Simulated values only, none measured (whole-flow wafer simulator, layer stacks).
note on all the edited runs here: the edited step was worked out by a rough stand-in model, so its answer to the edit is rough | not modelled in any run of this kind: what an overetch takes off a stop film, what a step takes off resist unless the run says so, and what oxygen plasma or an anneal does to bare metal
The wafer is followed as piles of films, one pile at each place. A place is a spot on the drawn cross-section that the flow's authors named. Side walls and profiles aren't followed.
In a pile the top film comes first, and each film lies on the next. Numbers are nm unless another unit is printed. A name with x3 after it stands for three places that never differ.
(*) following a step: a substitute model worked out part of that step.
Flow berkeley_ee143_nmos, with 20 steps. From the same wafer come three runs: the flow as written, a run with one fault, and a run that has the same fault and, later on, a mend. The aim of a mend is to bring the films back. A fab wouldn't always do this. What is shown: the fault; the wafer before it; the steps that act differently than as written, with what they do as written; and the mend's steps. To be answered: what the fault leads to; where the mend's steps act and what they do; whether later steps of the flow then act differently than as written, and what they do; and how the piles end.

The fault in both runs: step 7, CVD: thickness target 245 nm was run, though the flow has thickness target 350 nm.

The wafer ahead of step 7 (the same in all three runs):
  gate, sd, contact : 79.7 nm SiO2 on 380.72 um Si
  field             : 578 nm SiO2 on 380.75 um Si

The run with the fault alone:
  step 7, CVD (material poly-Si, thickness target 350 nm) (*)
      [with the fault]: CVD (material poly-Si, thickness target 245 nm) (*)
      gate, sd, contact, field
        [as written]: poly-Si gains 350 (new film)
        [with the fault]: poly-Si gains 245 (new film)
  Later steps of the flow acting differently than as written:
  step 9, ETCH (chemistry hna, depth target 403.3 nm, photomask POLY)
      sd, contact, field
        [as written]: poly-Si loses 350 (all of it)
        [with the fault]: poly-Si loses 245 (all of it)
  By the end, the piles at gate depart from the flow's by more than 2% or 0.5 nm, whichever is larger.
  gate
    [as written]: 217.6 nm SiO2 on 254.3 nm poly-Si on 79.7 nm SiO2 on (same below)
    [with the fault]: 217.6 nm SiO2 on 149.3 nm poly-Si on 79.7 nm SiO2 on (same below)

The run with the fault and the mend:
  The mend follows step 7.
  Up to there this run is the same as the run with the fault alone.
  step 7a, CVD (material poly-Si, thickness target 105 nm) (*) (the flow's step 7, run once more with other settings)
      gate, sd, contact, field
        poly-Si gains 105
  Later steps of the flow that are run all act as written at every place that is followed.
  At every place that both follow, the piles at the end match the flow's.
